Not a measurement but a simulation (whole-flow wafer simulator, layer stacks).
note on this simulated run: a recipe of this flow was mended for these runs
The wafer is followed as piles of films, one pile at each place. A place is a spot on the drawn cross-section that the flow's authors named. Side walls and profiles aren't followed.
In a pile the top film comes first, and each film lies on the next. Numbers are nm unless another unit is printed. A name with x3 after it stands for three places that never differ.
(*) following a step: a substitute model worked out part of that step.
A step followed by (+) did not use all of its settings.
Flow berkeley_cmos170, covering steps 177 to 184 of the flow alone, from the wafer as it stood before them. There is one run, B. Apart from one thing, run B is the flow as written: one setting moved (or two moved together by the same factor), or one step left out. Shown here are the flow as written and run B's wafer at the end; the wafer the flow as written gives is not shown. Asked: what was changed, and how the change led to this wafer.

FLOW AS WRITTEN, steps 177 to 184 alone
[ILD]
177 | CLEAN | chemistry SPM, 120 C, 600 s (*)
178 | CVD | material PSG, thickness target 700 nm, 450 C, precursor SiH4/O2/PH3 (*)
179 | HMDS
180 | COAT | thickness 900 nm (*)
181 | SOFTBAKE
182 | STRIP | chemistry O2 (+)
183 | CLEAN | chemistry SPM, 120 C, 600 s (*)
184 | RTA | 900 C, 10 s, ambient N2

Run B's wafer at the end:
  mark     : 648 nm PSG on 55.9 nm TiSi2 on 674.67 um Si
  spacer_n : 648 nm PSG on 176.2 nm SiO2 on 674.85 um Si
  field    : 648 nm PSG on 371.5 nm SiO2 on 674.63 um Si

The reason: step 178, CVD: thickness target 648 nm was run, whereas the flow has thickness target 700 nm.
One can read it off the wafer: mark has PSG 648, and step 178 as written asks for 700 nm.

How this came from the change, step by step:
  178 | CVD | material PSG, thickness target 700 nm, 450 C, precursor SiH4/O2/PH3 (*)
      field, mark, sd_n and 10 more: PSG gains 648 (new film) (in the flow as written it would be: PSG gains 700 (new film))
